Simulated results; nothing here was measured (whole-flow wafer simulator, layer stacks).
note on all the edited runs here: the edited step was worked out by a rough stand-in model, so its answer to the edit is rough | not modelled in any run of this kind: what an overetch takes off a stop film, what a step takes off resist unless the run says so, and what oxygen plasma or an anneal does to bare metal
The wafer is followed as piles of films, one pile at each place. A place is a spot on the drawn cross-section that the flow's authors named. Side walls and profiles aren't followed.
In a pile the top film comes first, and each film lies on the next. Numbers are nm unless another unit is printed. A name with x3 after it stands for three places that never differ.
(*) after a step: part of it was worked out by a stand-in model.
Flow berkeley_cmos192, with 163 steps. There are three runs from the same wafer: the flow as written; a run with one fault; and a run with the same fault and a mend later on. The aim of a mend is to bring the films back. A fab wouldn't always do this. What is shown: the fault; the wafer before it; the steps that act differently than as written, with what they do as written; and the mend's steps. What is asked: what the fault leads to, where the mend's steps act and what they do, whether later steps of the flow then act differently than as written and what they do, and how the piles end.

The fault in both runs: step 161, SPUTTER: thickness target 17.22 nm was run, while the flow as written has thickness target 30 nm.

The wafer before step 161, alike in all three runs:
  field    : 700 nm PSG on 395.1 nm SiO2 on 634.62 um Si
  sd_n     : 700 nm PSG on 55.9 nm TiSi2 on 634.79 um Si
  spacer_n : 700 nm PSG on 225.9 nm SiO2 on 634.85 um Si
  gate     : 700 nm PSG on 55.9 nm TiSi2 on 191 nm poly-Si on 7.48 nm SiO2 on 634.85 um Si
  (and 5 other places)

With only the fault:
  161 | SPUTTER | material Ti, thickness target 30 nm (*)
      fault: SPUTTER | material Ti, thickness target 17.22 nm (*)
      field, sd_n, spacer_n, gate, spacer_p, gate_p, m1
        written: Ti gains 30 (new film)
        fault: Ti gains 17.2 (new film)
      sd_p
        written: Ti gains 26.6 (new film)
        fault: Ti gains 15.3 (new film)
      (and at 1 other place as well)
  None of the later steps of the flow differs from how it acts as written, at any place that is followed, by more than 2% or 0.5 nm, whichever is larger.
  The piles end different from the flow's at field, sd_n, spacer_n and 6 more by more than 2% or 0.5 nm, whichever is larger.
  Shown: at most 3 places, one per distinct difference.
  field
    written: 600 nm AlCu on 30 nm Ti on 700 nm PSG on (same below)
    fault: 600 nm AlCu on 17.2 nm Ti on 700 nm PSG on (same below)
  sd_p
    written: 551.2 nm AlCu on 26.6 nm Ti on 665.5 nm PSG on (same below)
    fault: 551.8 nm AlCu on 15.3 nm Ti on 665.5 nm PSG on (same below)
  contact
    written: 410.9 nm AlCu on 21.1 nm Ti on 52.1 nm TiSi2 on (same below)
    fault: 412.9 nm AlCu on 12.1 nm Ti on 52.1 nm TiSi2 on (same below)

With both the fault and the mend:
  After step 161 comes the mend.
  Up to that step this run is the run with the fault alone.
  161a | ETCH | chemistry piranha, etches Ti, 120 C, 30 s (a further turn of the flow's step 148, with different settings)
      field, sd_n, spacer_n, gate, spacer_p, gate_p, m1
        Ti loses 17.2 (all of it)
      sd_p
        Ti loses 15.3 (all of it)
      contact
        Ti loses 12.1 (all of it), TiSi2 loses 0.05
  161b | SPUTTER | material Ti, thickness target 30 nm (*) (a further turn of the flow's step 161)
      field, sd_n, spacer_n, gate, spacer_p, gate_p, m1
        Ti gains 30 (new film)
      sd_p
        Ti gains 26.6 (new film)
      contact
        Ti gains 21.1 (new film)
  None of the later steps of the flow acts differently than as written at any place that is followed.
  At the end the piles are close to the flow's at the places that both follow, differing by at most 2% or 0.5 nm, whichever is larger.
